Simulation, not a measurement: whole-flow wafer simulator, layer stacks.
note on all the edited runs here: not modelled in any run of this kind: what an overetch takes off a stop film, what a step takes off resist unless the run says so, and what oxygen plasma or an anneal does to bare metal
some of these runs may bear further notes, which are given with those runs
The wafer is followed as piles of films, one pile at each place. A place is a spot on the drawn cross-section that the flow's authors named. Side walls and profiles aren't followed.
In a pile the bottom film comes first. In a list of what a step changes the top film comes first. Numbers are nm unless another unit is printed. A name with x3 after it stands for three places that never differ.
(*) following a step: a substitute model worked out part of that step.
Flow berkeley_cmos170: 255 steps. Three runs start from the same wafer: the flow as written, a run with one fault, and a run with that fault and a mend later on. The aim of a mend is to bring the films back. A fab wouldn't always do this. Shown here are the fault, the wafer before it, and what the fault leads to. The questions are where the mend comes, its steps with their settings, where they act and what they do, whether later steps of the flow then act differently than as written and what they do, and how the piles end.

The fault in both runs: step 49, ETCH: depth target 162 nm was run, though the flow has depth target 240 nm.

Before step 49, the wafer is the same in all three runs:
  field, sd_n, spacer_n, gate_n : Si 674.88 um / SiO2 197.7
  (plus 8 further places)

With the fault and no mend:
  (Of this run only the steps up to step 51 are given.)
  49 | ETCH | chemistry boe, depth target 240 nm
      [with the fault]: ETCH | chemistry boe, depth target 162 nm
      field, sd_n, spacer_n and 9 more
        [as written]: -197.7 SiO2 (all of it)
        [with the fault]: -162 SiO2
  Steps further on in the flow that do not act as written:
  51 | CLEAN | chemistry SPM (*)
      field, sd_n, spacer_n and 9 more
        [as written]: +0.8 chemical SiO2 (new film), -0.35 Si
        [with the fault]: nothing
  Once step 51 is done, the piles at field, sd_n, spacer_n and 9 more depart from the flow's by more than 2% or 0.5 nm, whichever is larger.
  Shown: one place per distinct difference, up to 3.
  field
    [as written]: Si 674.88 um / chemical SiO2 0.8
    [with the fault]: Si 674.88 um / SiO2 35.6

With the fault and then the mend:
  After step 50 comes the mend.
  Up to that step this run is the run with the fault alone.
  50a | ETCH | chemistry boe, depth target 78 nm (a further turn of the flow's step 49, with different settings)
      field, sd_n, spacer_n and 9 more
        -35.6 SiO2 (all of it)
  Every later step of the flow that is run acts as written at every place that is followed.
  At every place that both follow, the piles at the end match the flow's.
